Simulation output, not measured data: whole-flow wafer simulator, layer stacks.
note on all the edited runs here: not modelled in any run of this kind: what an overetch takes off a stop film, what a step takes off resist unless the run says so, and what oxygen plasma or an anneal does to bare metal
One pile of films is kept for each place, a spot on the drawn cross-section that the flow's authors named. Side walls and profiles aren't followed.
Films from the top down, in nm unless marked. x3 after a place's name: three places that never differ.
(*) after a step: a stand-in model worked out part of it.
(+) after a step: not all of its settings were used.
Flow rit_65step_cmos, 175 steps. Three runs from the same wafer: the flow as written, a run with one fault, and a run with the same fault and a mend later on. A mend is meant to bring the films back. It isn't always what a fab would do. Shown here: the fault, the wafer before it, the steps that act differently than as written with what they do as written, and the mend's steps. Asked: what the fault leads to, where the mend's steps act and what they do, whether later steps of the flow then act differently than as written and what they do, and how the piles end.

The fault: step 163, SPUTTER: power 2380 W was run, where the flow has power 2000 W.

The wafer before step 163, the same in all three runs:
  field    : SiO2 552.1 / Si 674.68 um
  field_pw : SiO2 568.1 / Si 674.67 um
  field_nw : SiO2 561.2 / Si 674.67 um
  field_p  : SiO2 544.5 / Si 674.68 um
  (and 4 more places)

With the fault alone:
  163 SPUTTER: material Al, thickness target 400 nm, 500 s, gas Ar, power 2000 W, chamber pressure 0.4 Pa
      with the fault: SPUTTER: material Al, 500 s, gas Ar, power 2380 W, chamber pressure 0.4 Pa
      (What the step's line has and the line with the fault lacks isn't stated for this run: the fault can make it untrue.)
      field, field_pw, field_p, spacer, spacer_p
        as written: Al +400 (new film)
        with the fault: Al +476 (new film)
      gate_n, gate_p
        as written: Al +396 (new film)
        with the fault: Al +467.1 (new film)
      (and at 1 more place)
  Later steps of the flow that act differently than as written (3 more steps differ only slightly, by at most 2% or 0.5 nm, whichever is larger, and aren't shown):
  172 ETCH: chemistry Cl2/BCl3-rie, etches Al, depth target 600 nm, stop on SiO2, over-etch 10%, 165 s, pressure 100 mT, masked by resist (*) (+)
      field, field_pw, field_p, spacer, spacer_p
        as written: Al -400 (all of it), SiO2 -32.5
        with the fault: Al -476 (all of it), SiO2 -23
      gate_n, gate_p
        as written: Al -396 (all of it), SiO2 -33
        with the fault: Al -467.1 (all of it), SiO2 -24.1
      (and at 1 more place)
  At the end the piles differ from the flow's by more than 2% or 0.5 nm, whichever is larger, at gate_n, gate_p, spacer, spacer_p.
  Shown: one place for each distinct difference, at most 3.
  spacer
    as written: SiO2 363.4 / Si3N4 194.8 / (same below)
    with the fault: SiO2 372.9 / Si3N4 194.8 / (same below)
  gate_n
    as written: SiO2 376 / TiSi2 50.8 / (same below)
    with the fault: SiO2 384.9 / TiSi2 50.8 / (same below)
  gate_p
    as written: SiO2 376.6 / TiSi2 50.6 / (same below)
    with the fault: SiO2 385.5 / TiSi2 50.6 / (same below)

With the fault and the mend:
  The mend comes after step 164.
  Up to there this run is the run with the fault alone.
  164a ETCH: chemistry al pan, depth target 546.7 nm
      field, field_pw, field_nw, field_p, spacer, spacer_p
        Al -476 (all of it)
      gate_n, gate_p
        Al -467.1 (all of it)
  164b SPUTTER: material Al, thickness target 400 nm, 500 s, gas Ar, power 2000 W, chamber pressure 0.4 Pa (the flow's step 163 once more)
      field, field_pw, field_p, spacer, spacer_p
        Al +400 (new film)
      gate_n, gate_p
        Al +396 (new film)
      field_nw
        Al +397.2 (new film)
  No later step of the flow acts differently than as written at any place that is followed.
  At the end the piles are the same as the flow's at every place that both follow.
